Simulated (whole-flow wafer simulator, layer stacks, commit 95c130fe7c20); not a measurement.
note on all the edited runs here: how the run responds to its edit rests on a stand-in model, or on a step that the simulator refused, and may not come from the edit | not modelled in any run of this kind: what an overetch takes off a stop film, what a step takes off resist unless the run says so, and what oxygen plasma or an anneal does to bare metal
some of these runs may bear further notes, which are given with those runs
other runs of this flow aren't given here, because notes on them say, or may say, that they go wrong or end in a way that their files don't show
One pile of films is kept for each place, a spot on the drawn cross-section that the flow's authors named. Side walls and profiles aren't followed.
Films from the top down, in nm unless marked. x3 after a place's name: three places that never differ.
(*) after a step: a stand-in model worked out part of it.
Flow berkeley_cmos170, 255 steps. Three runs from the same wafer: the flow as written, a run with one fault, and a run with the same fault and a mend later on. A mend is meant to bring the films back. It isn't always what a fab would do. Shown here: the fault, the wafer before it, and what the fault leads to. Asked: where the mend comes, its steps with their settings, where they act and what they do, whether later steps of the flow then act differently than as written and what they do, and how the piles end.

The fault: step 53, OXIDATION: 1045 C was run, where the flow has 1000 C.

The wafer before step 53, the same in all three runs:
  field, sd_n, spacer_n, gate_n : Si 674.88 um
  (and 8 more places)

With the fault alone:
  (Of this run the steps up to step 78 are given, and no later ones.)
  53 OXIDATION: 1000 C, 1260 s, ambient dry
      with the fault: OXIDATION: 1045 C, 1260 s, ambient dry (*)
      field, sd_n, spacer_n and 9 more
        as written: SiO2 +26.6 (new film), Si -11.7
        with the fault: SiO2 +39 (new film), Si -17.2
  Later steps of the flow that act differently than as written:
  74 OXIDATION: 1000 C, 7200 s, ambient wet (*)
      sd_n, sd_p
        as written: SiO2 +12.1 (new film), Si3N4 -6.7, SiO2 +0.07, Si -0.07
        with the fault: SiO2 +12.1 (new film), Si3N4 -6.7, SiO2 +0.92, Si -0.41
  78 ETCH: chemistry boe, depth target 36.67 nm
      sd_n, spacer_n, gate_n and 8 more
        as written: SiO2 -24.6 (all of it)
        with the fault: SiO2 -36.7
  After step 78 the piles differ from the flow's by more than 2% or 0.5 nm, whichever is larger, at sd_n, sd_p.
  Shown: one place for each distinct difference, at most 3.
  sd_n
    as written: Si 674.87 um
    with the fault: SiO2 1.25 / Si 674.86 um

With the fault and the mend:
  The mend comes after step 54.
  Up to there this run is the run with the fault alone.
  54a ETCH: depth target 12.45 nm
      field, sd_n, spacer_n and 9 more
        SiO2 -12.5
  No later step of the flow acts differently than as written, at any place that is followed, by more than 2% or 0.5 nm, whichever is larger.
  At the end the piles differ from the flow's only slightly at the places that both follow, by at most 2% or 0.5 nm, whichever is larger.
